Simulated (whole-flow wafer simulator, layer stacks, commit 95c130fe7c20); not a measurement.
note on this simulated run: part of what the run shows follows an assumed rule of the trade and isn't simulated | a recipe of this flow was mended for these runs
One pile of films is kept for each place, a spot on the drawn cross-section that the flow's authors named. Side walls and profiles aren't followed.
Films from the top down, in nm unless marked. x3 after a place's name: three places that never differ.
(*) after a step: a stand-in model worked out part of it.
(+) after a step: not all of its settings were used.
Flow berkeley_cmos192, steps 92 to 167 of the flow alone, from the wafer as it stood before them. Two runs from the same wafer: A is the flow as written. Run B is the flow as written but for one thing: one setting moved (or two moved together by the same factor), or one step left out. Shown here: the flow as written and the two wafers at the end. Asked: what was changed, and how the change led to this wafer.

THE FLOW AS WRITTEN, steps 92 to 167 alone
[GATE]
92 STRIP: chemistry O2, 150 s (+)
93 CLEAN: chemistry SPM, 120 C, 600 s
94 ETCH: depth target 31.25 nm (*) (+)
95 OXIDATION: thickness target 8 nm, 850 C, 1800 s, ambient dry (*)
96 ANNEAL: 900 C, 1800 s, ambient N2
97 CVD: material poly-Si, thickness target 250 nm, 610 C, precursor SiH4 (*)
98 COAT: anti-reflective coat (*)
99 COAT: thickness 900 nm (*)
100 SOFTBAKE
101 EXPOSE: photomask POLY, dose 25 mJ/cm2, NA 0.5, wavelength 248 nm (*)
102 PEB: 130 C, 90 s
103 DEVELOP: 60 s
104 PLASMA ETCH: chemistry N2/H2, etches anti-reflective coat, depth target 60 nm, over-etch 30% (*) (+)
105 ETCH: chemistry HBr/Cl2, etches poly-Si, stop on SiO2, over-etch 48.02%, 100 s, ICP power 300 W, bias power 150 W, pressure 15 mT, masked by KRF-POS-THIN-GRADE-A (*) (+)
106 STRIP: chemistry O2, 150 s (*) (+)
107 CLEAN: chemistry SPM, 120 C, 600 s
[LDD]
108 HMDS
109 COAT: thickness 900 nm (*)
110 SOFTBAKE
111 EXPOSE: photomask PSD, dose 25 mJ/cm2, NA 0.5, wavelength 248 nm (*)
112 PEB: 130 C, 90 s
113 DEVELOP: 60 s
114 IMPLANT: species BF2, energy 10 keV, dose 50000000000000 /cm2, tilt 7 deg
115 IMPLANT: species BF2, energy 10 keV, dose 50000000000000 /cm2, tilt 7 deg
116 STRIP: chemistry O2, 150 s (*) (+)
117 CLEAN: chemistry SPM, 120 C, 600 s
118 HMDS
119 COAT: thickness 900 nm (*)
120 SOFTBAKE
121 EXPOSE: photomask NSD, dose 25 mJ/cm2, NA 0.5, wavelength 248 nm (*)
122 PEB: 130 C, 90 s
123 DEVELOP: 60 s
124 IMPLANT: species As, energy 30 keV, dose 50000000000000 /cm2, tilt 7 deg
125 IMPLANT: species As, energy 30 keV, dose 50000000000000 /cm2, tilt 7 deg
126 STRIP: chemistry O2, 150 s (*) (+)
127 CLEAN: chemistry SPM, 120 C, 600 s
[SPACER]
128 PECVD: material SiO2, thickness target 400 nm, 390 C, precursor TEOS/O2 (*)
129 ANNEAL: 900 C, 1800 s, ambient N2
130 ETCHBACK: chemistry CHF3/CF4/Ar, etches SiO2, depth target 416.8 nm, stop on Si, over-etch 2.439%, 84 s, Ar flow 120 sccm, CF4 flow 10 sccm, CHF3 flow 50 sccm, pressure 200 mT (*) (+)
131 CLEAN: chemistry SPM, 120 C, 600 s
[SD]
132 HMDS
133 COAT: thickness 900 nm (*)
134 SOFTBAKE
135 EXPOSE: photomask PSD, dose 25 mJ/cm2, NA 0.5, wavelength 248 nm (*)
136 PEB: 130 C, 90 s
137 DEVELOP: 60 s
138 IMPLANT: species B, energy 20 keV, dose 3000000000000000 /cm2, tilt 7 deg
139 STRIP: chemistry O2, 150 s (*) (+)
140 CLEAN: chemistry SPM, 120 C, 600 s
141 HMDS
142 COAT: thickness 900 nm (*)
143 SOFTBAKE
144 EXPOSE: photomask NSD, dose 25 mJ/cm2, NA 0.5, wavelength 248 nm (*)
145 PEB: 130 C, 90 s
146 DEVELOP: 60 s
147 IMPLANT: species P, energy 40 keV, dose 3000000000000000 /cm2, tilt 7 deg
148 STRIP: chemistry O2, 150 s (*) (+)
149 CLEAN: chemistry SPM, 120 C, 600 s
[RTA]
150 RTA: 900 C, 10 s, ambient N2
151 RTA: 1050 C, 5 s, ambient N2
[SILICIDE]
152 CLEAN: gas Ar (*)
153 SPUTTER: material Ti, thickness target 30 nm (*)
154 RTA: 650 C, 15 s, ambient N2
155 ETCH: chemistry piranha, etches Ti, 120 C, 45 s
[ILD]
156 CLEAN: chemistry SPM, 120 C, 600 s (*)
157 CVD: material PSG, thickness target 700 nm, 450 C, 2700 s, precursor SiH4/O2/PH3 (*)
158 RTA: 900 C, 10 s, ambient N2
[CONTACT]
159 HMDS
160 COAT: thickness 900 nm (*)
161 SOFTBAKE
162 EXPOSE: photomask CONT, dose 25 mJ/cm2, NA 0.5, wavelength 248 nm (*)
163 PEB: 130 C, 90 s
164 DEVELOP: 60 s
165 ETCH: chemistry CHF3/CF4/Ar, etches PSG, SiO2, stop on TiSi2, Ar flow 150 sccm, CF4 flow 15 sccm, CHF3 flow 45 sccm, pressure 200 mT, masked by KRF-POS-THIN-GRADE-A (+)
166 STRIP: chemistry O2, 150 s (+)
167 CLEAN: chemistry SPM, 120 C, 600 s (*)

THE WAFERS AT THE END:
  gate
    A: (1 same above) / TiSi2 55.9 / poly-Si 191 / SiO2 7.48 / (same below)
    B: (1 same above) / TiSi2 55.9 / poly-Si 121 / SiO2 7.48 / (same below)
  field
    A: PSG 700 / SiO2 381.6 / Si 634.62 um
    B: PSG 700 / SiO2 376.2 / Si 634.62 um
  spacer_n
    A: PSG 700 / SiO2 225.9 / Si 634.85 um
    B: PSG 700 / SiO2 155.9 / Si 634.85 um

The cause: step 97, CVD: thickness target 180 nm was run, where the flow has thickness target 250 nm.

How the change led to this, step by step:
  97 CVD: material poly-Si, thickness target 250 nm, 610 C, precursor SiH4 (*)
      field, sd_n, spacer_n and 6 more: A poly-Si +250 (new film) | B poly-Si +180 (new film)
  105 ETCH: chemistry HBr/Cl2, etches poly-Si, stop on SiO2, over-etch 48.02%, 100 s, ICP power 300 W, bias power 150 W, pressure 15 mT, masked by KRF-POS-THIN-GRADE-A (*) (+)
      spacer_n, spacer_p: A poly-Si -246.2 (all of it), SiO2 -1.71 | B poly-Si -176.2 (all of it), SiO2 -7.1
      field: A poly-Si -246.1 (all of it), SiO2 -1.71 | B poly-Si -176.1 (all of it), SiO2 -7.1
      (and at 4 more places)
  109 COAT: thickness 900 nm (*)
      gate: A KrF-resist +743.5 (new film) | B KrF-resist +800.2 (new film)
      gate_p: A KrF-resist +739.8 (new film) | B KrF-resist +796.5 (new film)
  113 DEVELOP: 60 s
      gate_p: A KrF-resist -738.2 (all of it) | B KrF-resist -794.8 (all of it)
  116 STRIP: chemistry O2, 150 s (*) (+)
      gate: A KrF-resist -727 (all of it), chemical SiO2 +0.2, poly-Si -0.09 | B KrF-resist -783.5 (all of it), chemical SiO2 +0.2, poly-Si -0.09
  119 COAT: thickness 900 nm (*)
      gate: A KrF-resist +743.4 (new film) | B KrF-resist +799.6 (new film)
      gate_p: A KrF-resist +739.7 (new film) | B KrF-resist +795.8 (new film)
  123 DEVELOP: 60 s
      gate: A KrF-resist -741.9 (all of it) | B KrF-resist -797.9 (all of it)
  126 STRIP: chemistry O2, 150 s (*) (+)
      gate_p: A KrF-resist -723.2 (all of it), chemical SiO2 +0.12, poly-Si -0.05 | B KrF-resist -779.2 (all of it), chemical SiO2 +0.12, poly-Si -0.05
  130 ETCHBACK: chemistry CHF3/CF4/Ar, etches SiO2, depth target 416.8 nm, stop on Si, over-etch 2.439%, 84 s, Ar flow 120 sccm, CF4 flow 10 sccm, CHF3 flow 50 sccm, pressure 200 mT (*) (+)
      spacer_n: A SiO2 -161 | B SiO2 -224.5
      spacer_p: A SiO2 -161 | B SiO2 -225.6
  133 COAT: thickness 900 nm (*)
      spacer_n: A KrF-resist +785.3 (new film) | B KrF-resist +838.3 (new film)
      gate: A KrF-resist +764.7 (new film) | B KrF-resist +816.5 (new film)
      (and at 2 more places)
  137 DEVELOP: 60 s
      spacer_p: A KrF-resist -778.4 (all of it) | B KrF-resist -829.4 (all of it)
      gate_p: A KrF-resist -757.7 (all of it) | B KrF-resist -807.5 (all of it)
  139 STRIP: chemistry O2, 150 s (*) (+)
      spacer_n: A KrF-resist -768.7 (all of it) | B KrF-resist -821.5 (all of it)
      gate: A KrF-resist -748.1 (all of it), chemical SiO2 +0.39, poly-Si -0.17 | B KrF-resist -799.8 (all of it), chemical SiO2 +0.39, poly-Si -0.17
  142 COAT: thickness 900 nm (*)
      spacer_n: A KrF-resist +785.4 (new film) | B KrF-resist +838.4 (new film)
      gate: A KrF-resist +764.6 (new film) | B KrF-resist +816.4 (new film)
      (and at 2 more places)
  146 DEVELOP: 60 s
      spacer_n: A KrF-resist -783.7 (all of it) | B KrF-resist -836.6 (all of it)
      gate: A KrF-resist -762.9 (all of it) | B KrF-resist -814.6 (all of it)
  148 STRIP: chemistry O2, 150 s (*) (+)
      spacer_p: A KrF-resist -763.6 (all of it) | B KrF-resist -814.6 (all of it)
      gate_p: A KrF-resist -742.5 (all of it), chemical SiO2 +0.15 | B KrF-resist -792.5 (all of it), chemical SiO2 +0.15
  160 COAT: thickness 900 nm (*)
      spacer_n: A KrF-resist +823.6 (new film) | B KrF-resist +861.4 (new film)
      gate: A KrF-resist +803.9 (new film) | B KrF-resist +837.8 (new film)
      (and at 2 more places)
  166 STRIP: chemistry O2, 150 s (+)
      spacer_n: A KrF-resist -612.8 (all of it) | B KrF-resist -650.5 (all of it)
      gate: A KrF-resist -593.2 (all of it) | B KrF-resist -626.9 (all of it)
      (and at 3 more places)
